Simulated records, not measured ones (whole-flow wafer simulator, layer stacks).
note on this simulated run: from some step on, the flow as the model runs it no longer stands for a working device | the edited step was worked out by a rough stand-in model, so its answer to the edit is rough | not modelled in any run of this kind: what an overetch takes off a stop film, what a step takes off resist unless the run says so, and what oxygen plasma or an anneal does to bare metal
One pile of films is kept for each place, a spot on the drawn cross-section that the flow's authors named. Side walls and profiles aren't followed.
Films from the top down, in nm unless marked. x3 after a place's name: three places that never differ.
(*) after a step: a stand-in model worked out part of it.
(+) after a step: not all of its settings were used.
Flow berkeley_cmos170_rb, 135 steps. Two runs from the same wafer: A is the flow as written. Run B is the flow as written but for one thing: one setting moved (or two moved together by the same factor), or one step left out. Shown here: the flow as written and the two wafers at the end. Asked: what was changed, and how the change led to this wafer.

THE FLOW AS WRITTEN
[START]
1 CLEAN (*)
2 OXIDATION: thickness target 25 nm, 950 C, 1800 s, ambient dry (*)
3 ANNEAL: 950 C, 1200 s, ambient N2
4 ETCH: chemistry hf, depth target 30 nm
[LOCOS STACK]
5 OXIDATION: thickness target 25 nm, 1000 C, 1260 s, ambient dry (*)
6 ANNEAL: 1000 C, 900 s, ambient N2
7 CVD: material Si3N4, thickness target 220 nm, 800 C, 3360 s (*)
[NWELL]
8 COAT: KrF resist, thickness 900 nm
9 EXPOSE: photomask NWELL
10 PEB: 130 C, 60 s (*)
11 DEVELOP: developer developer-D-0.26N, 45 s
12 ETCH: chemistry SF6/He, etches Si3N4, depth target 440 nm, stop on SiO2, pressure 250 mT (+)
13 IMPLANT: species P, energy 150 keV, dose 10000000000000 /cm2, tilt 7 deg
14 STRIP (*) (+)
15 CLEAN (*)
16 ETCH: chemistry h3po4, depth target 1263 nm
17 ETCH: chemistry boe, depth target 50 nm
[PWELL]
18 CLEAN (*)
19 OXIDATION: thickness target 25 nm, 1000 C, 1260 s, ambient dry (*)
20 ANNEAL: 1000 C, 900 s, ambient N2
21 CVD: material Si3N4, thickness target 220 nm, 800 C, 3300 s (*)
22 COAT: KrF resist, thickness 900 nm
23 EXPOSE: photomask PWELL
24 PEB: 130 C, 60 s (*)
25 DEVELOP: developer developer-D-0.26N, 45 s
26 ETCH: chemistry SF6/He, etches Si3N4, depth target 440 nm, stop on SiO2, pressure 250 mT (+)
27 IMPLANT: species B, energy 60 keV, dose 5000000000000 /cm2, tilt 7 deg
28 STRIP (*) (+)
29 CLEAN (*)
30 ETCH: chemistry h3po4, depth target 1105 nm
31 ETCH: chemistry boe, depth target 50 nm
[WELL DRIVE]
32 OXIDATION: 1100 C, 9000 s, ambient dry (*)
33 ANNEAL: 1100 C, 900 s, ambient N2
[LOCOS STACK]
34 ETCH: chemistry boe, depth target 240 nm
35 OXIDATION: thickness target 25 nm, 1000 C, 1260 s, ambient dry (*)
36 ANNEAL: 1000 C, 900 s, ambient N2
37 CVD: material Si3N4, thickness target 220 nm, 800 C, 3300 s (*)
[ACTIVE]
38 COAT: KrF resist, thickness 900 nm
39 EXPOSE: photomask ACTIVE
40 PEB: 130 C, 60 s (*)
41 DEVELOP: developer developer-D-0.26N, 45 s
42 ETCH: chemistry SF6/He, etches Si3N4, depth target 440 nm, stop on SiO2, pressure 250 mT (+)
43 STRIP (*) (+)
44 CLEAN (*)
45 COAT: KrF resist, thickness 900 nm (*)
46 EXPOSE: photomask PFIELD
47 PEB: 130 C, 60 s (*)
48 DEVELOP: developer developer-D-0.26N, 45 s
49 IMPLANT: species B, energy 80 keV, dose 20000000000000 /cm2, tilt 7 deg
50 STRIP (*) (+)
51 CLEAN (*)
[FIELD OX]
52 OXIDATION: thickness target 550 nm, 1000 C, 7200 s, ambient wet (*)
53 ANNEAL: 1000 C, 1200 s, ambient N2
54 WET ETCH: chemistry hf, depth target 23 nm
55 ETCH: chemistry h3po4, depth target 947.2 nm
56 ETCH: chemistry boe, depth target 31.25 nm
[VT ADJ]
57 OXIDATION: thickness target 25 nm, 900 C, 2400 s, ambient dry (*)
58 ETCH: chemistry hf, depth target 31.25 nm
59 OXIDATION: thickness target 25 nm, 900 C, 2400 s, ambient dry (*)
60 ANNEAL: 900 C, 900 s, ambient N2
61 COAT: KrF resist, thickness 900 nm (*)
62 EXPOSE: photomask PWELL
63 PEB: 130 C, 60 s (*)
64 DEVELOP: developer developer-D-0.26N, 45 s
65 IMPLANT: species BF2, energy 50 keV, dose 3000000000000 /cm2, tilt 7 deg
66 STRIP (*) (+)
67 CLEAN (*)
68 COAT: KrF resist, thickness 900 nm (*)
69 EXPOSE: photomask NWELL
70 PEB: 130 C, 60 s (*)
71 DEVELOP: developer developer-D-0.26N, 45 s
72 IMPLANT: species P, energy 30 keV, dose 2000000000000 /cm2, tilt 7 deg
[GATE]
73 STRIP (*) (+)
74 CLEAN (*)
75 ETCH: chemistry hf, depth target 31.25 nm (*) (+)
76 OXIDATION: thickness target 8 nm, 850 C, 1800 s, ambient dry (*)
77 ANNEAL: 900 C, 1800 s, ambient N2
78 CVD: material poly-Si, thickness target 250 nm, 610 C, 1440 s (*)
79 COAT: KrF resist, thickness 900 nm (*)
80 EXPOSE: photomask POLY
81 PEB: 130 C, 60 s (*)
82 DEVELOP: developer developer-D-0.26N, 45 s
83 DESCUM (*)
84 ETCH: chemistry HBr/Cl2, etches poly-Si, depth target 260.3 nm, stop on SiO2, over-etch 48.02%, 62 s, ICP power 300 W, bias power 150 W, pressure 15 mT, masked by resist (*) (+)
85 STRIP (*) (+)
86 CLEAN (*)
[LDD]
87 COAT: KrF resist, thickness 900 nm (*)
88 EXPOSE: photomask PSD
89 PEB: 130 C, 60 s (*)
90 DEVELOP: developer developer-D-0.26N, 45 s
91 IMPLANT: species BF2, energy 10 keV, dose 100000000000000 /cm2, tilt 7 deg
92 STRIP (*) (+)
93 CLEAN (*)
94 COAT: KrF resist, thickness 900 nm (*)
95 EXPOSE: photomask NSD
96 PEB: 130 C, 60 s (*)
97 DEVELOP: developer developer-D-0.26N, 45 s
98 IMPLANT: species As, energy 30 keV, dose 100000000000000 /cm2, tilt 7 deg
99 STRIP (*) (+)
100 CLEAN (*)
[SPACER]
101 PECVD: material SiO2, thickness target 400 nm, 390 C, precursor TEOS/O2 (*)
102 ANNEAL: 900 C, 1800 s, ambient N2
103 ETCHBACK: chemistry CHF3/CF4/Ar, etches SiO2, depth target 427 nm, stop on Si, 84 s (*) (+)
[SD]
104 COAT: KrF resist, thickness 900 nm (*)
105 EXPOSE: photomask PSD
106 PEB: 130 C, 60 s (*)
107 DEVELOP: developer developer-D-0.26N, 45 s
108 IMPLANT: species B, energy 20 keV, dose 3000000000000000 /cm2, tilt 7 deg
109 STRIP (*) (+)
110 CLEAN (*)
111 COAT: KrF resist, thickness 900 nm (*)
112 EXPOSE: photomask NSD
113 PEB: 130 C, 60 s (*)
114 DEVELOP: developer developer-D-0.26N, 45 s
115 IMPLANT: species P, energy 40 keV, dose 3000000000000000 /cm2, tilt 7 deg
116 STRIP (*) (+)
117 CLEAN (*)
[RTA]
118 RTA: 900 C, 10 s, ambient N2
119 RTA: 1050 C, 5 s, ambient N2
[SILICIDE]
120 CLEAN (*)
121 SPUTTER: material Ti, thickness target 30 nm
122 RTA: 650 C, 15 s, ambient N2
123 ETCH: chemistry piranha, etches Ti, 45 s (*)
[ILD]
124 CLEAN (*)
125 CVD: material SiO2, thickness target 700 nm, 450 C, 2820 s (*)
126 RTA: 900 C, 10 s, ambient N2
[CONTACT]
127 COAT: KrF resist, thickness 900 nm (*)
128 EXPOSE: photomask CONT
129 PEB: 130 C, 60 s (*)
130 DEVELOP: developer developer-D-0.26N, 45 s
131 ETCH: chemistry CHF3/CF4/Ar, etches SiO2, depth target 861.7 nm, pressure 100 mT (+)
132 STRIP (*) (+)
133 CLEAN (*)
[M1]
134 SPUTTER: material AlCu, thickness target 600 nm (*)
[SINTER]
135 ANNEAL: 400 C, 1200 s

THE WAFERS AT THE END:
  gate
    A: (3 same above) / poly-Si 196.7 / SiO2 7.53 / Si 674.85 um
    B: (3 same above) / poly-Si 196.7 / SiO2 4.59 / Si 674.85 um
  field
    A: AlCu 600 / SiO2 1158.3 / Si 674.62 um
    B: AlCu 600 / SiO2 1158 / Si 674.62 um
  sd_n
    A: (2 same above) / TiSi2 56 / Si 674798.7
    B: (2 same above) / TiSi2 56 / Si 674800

The cause: step 76, OXIDATION: 720 s was run, where the flow has 1800 s.

How the change led to this, step by step:
  76 OXIDATION: thickness target 8 nm, 850 C, 1800 s, ambient dry (*)
      sd_n, spacer_n, gate, sd_p, spacer_p, gate_p, contact, m1: A SiO2 +7.53 (new film), Si -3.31 | B SiO2 +4.59 (new film), Si -2.02
